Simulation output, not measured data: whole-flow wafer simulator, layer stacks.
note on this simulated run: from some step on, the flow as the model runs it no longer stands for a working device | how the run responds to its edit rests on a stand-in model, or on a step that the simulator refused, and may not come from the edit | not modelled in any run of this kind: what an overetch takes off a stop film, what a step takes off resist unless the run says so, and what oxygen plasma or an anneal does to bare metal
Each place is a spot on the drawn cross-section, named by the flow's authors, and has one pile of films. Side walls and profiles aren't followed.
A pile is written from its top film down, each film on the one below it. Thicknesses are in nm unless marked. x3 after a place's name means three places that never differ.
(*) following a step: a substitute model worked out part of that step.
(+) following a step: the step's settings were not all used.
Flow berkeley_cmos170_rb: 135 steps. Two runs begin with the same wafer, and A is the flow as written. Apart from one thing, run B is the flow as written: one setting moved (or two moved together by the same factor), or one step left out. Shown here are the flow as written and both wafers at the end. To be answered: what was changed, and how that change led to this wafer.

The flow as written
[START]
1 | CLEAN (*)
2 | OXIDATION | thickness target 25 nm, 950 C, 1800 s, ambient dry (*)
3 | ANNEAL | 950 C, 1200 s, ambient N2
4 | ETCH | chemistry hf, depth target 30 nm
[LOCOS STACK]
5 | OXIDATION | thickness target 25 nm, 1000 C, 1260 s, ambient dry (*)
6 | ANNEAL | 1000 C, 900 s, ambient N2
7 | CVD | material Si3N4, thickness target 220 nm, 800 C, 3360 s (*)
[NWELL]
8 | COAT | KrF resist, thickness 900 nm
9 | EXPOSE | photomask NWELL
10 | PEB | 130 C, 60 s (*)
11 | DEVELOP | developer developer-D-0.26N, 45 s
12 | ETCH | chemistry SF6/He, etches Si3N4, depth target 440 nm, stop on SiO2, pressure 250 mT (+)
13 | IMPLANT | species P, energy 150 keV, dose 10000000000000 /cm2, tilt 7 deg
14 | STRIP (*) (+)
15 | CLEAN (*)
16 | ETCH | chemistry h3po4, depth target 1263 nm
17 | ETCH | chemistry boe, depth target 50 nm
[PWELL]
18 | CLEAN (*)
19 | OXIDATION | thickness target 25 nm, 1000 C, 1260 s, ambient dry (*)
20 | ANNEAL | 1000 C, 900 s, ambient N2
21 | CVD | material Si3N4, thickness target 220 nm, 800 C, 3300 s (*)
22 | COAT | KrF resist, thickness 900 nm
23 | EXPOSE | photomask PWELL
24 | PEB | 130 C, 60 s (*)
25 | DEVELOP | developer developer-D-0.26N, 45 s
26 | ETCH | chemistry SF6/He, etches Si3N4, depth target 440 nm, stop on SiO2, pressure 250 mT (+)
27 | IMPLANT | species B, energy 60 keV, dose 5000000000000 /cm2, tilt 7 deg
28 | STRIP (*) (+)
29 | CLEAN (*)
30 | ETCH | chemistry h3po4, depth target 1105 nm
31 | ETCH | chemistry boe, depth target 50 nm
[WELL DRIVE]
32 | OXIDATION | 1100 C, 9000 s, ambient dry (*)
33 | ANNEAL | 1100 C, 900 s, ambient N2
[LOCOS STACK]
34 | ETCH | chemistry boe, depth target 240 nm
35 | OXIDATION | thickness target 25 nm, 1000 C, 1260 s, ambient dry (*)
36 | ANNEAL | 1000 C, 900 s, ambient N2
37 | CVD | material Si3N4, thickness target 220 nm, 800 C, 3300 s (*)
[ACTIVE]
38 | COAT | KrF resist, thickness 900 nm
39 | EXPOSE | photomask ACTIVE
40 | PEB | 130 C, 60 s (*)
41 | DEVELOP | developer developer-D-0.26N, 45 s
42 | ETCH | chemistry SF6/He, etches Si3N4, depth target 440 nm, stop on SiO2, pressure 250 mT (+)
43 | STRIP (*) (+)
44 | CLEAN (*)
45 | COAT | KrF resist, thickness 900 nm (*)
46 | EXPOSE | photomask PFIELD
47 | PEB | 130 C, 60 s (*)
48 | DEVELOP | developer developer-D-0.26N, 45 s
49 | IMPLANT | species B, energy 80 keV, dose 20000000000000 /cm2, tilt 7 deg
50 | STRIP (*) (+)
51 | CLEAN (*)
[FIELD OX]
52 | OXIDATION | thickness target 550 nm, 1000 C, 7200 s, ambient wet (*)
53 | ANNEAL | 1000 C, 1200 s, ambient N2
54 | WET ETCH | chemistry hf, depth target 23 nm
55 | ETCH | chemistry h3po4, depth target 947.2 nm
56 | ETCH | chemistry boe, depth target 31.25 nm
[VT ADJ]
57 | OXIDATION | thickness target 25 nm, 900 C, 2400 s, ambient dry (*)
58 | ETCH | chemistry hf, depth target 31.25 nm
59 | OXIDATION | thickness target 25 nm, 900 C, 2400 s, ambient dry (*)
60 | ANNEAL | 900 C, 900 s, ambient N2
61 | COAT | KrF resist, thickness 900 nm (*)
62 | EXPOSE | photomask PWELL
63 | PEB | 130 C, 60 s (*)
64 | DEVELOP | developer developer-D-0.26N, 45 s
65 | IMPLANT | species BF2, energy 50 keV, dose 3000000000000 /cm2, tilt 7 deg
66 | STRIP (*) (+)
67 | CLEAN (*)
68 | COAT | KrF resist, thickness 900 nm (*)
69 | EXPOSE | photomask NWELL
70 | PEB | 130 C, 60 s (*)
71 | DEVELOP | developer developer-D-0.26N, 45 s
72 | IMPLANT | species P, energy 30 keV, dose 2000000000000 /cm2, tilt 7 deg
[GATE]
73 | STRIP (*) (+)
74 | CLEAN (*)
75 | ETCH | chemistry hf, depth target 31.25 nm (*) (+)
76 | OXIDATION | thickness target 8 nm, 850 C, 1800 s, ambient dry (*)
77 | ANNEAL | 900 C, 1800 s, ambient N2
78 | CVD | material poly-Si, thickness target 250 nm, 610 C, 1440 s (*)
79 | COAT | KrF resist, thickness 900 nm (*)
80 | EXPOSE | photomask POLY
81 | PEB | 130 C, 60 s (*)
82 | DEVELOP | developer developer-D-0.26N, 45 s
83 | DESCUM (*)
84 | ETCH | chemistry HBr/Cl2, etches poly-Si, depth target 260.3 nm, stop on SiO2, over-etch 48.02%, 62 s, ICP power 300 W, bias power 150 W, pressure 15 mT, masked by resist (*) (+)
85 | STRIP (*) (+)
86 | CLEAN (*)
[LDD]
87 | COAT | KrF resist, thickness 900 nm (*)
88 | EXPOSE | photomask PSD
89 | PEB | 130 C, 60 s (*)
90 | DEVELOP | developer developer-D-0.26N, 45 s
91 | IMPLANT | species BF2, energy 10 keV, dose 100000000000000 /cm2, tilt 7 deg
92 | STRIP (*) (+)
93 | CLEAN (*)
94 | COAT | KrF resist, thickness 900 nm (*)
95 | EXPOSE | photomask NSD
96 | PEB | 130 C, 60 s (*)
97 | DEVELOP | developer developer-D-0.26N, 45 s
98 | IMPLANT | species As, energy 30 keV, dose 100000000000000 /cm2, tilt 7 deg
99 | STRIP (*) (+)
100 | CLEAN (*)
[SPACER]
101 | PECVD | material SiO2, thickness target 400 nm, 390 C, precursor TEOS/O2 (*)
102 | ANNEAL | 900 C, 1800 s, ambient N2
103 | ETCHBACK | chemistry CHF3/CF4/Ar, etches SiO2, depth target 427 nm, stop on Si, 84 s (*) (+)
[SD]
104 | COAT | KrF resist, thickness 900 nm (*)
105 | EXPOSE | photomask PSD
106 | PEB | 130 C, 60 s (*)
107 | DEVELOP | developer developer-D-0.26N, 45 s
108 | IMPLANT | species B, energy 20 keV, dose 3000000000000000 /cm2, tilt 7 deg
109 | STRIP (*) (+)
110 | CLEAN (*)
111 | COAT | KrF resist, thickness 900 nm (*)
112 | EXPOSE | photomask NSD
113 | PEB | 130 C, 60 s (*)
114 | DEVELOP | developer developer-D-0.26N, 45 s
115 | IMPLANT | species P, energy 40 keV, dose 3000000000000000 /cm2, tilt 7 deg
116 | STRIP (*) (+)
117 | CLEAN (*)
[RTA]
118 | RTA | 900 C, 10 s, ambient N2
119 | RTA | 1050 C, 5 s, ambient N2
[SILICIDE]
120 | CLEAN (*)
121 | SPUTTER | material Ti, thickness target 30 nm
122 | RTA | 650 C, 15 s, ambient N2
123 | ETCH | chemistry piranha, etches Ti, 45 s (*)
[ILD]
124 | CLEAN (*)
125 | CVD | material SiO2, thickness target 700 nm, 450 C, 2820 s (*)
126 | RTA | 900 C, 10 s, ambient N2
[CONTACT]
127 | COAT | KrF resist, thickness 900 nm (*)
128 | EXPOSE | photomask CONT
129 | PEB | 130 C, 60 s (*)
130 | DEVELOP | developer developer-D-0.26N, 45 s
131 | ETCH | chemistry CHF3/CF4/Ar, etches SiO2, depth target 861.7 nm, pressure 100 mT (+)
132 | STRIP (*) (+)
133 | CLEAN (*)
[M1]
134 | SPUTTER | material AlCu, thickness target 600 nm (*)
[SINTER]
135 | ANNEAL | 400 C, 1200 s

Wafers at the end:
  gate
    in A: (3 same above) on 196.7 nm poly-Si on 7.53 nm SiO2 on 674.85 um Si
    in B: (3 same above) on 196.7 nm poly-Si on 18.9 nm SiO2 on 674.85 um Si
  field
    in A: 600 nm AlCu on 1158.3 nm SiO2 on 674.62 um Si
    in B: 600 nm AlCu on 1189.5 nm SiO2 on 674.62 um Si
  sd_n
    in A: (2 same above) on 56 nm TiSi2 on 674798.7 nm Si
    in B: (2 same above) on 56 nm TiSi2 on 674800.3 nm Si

The reason: step 75, ETCH: chemistry hf, depth target 31.25 nm (*) (+), was skipped.

The path from the change to this, step by step:
  76 | OXIDATION | thickness target 8 nm, 850 C, 1800 s, ambient dry (*)
      sd_n, spacer_n, gate, sd_p, spacer_p, gate_p, contact, m1: A SiO2 gains 7.53 (new film), Si loses 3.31 | B SiO2 gains 3.88, Si loses 1.71
  103 | ETCHBACK | chemistry CHF3/CF4/Ar, etches SiO2, depth target 427 nm, stop on Si, 84 s (*) (+)
      sd_n, contact, m1: A SiO2 loses 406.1 (all of it) | B SiO2 loses 417.5 (all of it)
      sd_p: A SiO2 loses 388.4 (all of it) | B SiO2 loses 397.6 (all of it)
  104 | COAT | KrF resist, thickness 900 nm (*)
      sd_n: A KrF resist gains 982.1 (new film) | B KrF resist gains 1003.9 (new film)
  109 | STRIP (*) (+)
      sd_n: A KrF resist loses 967.9 (all of it) | B KrF resist loses 989.7 (all of it)
  111 | COAT | KrF resist, thickness 900 nm (*)
      sd_n: A KrF resist gains 982.1 (new film) | B KrF resist gains 1003.9 (new film)
  114 | DEVELOP | developer developer-D-0.26N, 45 s
      sd_n: A KrF resist loses 982.1 (all of it) | B KrF resist loses 1003.9 (all of it)
  121 | SPUTTER | material Ti, thickness target 30 nm
      sd_p: A Ti gains 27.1 (new film) | B Ti gains 25.3 (new film)
  122 | RTA | 650 C, 15 s, ambient N2
      sd_p: A Ti loses 21.1, TiSi first gains 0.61 (new film), TiSi2 C49 gains 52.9 (new film), Si loses 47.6 | B Ti loses 19.7, TiSi2 C49 gains 50.1 (new film), Si loses 44.8
  126 | RTA | 900 C, 10 s, ambient N2
      sd_p: A under 1 film: TiSi2 gains 50.7 (new film), TiSi first loses 0.61 (all of it), TiSi2 C49 loses 52.9 (all of it), Si loses 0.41 | B under 1 film: TiSi2 gains 47.2 (new film), TiSi2 C49 loses 50.1 (all of it)
  132 | STRIP (*) (+)
      field: A KrF resist loses 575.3 (all of it) | B KrF resist loses 563 (all of it)
      sd_n: A KrF resist loses 780.4 (all of it) | B KrF resist loses 796.4 (all of it)
      (and at 1 other place as well)
